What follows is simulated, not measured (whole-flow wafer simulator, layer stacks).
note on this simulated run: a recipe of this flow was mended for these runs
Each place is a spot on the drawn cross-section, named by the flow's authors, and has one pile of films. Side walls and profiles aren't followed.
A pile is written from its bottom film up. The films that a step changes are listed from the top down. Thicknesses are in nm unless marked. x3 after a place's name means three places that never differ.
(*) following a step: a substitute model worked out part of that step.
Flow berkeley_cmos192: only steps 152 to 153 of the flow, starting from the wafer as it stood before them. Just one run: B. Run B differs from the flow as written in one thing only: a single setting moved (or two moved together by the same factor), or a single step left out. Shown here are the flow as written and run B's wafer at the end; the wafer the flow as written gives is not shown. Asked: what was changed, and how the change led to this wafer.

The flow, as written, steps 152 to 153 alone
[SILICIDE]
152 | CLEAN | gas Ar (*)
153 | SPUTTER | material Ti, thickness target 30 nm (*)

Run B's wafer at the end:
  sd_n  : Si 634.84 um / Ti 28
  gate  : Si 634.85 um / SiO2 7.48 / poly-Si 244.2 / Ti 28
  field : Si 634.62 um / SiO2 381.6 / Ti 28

The reason: step 153, SPUTTER: thickness target 28 nm was run, though the flow has thickness target 30 nm.
One can read it off the wafer: sd_n has Ti 28, and step 153 as written asks for 30 nm.

How this came from the change, step by step:
  153 | SPUTTER | material Ti, thickness target 30 nm (*)
      field, sd_n, spacer_n, gate, spacer_p, gate_p, contact x2: +28 Ti (new film) (in the flow as written it would be: +30 Ti (new film))
      sd_p: +26.3 Ti (new film) (in the flow as written it would be: +28.2 Ti (new film))
